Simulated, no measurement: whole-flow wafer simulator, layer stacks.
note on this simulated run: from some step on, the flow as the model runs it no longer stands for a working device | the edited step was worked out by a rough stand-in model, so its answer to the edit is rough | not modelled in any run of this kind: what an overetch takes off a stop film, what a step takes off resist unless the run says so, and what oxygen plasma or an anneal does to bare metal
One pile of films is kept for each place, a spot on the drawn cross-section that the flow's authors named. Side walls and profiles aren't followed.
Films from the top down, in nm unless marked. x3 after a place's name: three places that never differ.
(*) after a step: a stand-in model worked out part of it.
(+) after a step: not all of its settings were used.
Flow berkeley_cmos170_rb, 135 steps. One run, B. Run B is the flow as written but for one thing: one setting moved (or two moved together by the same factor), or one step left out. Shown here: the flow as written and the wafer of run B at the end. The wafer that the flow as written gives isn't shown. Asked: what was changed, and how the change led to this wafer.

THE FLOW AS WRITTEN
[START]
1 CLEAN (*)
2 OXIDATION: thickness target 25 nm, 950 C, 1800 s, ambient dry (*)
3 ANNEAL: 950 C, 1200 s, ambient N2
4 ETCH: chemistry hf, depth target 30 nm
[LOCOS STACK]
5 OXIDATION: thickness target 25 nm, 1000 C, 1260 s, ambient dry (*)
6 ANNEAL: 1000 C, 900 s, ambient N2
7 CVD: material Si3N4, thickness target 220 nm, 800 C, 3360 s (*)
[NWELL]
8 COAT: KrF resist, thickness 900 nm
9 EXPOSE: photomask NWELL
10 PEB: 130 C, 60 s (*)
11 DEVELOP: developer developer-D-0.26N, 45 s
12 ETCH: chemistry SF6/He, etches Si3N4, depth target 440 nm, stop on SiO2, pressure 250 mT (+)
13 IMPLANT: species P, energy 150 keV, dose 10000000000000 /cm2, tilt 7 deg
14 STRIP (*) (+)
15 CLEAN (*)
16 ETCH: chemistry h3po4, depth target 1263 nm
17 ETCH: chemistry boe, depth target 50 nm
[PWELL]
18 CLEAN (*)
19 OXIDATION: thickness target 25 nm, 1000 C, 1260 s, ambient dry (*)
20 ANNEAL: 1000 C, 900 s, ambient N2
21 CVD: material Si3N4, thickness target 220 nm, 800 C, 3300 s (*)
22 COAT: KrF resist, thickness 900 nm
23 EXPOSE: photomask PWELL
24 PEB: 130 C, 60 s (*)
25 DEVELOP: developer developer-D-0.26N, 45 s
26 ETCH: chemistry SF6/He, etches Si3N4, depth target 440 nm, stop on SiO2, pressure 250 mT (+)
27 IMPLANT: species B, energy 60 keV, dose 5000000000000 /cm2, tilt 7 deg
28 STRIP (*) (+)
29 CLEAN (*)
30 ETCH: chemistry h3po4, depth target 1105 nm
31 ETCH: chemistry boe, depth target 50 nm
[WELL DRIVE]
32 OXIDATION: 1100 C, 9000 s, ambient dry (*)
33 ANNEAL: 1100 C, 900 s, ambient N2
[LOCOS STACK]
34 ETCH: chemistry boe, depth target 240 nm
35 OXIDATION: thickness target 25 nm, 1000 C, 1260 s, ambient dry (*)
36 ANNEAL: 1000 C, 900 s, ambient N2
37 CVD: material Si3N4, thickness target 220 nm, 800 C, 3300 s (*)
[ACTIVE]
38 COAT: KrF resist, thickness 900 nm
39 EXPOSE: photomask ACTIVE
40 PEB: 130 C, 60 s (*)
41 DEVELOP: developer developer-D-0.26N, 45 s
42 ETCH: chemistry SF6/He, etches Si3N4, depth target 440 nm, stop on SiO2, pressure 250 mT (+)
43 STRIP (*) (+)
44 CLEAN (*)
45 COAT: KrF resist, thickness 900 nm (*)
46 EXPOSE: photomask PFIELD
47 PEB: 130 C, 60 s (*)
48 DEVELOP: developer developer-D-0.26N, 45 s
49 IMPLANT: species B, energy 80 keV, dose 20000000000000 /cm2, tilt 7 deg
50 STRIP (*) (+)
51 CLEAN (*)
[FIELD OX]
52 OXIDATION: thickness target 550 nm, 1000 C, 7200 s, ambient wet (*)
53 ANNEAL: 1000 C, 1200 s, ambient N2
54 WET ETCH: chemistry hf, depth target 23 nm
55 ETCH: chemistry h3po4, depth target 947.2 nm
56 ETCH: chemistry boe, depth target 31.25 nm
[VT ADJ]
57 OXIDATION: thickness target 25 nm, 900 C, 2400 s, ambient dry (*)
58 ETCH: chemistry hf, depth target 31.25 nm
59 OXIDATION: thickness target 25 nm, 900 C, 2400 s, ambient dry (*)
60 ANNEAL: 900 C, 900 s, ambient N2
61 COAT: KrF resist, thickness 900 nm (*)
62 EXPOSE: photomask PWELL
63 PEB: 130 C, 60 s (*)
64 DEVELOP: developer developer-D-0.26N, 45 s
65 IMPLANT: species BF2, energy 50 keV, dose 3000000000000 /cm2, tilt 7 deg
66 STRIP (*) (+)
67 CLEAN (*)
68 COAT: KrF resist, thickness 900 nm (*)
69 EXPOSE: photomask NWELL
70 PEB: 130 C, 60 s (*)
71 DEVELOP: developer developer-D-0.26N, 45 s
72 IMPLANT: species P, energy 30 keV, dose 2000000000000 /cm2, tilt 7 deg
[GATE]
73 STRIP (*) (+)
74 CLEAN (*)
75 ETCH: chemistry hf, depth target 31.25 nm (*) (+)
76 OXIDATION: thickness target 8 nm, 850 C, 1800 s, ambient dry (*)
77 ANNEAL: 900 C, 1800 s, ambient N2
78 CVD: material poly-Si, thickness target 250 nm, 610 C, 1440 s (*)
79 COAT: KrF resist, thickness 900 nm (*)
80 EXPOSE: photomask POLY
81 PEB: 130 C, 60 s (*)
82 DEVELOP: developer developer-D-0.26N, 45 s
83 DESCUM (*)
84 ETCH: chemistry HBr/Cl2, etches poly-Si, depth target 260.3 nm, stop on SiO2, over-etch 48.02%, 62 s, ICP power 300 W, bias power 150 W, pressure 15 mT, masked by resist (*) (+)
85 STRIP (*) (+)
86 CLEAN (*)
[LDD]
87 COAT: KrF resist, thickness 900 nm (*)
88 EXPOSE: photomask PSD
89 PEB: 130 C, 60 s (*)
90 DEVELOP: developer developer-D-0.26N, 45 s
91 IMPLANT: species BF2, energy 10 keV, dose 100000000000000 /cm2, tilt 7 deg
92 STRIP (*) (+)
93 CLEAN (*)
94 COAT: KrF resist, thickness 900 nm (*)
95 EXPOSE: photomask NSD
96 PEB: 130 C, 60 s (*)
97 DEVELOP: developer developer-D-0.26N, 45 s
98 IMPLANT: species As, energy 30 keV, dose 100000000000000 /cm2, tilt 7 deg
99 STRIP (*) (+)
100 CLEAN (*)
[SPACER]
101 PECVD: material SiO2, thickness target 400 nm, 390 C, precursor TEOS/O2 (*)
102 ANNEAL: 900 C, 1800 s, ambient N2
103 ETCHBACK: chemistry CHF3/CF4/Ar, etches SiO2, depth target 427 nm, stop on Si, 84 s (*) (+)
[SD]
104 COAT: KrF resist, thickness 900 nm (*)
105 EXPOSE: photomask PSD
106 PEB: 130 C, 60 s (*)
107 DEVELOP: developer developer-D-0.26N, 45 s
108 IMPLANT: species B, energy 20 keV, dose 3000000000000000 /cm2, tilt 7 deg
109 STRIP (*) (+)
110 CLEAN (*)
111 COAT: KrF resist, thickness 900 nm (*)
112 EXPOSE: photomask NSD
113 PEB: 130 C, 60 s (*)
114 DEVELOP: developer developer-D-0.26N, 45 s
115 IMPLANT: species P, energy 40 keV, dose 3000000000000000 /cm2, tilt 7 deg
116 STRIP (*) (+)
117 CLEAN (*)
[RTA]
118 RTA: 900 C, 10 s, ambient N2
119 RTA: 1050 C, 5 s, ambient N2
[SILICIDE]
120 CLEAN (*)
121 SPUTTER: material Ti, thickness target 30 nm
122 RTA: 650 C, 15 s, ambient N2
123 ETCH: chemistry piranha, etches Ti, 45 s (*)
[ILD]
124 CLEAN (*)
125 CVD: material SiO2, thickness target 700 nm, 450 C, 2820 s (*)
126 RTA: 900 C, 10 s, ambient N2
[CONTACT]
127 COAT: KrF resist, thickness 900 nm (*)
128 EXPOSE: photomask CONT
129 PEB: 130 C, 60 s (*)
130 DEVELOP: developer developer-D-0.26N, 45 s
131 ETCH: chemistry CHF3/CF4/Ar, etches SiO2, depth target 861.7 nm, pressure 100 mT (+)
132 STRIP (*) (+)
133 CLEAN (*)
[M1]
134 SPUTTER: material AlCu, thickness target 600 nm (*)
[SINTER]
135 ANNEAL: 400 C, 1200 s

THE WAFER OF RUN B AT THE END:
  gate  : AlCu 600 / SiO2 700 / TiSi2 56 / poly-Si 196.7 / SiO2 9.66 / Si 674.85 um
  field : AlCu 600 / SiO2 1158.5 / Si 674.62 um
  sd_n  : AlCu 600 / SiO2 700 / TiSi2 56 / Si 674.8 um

The cause: step 76, OXIDATION: 2700 s was run, where the flow has 1800 s.

How the change led to this, step by step:
  76 OXIDATION: thickness target 8 nm, 850 C, 1800 s, ambient dry (*)
      sd_n, spacer_n, gate, sd_p, spacer_p, gate_p, contact, m1: SiO2 +9.66 (new film), Si -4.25 (as written it would be: SiO2 +7.53 (new film), Si -3.31)
